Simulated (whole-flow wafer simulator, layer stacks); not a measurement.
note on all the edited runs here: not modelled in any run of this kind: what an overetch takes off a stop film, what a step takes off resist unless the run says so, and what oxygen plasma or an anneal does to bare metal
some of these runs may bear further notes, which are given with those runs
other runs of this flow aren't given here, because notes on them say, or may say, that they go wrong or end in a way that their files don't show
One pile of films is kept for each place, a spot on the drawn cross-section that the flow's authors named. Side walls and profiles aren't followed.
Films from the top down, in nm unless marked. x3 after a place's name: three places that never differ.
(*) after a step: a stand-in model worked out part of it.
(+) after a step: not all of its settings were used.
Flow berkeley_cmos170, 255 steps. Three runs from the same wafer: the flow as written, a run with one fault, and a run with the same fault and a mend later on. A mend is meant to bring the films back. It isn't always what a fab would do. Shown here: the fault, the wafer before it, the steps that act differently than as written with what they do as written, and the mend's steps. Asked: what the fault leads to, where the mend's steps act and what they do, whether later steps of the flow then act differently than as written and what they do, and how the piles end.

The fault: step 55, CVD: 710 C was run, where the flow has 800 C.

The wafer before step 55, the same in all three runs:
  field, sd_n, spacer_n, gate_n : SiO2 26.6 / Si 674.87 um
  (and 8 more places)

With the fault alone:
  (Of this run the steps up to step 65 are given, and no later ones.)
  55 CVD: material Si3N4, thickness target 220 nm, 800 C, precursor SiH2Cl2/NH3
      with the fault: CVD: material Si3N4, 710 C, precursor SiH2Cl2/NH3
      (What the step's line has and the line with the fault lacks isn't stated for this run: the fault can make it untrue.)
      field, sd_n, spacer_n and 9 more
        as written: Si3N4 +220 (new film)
        with the fault: Si3N4 +54.4 (new film)
  Later steps of the flow that act differently than as written:
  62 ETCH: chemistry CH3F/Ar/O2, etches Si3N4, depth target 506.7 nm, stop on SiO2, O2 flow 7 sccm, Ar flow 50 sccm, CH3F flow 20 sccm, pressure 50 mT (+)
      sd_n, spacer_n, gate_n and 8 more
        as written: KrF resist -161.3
        with the fault: KrF resist -50.9
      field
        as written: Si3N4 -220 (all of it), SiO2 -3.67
        with the fault: Si3N4 -54.4 (all of it), SiO2 -3.67
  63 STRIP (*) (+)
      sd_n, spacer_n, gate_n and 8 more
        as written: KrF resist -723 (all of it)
        with the fault: KrF resist -833.5 (all of it)
  After step 65 the piles differ from the flow's by more than 2% or 0.5 nm, whichever is larger, at sd_n, spacer_n, gate_n and 8 more.
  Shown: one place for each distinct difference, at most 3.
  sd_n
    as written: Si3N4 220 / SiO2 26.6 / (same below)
    with the fault: Si3N4 54.4 / SiO2 26.6 / (same below)

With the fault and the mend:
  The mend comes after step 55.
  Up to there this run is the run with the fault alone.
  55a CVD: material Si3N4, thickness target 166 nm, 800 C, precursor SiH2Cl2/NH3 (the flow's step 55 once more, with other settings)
      field, sd_n, spacer_n and 9 more
        Si3N4 +166
  No later step of the flow acts differently than as written, at any place that is followed, by more than 2% or 0.5 nm, whichever is larger.
  At the end the piles differ from the flow's only slightly at the places that both follow, by at most 2% or 0.5 nm, whichever is larger.
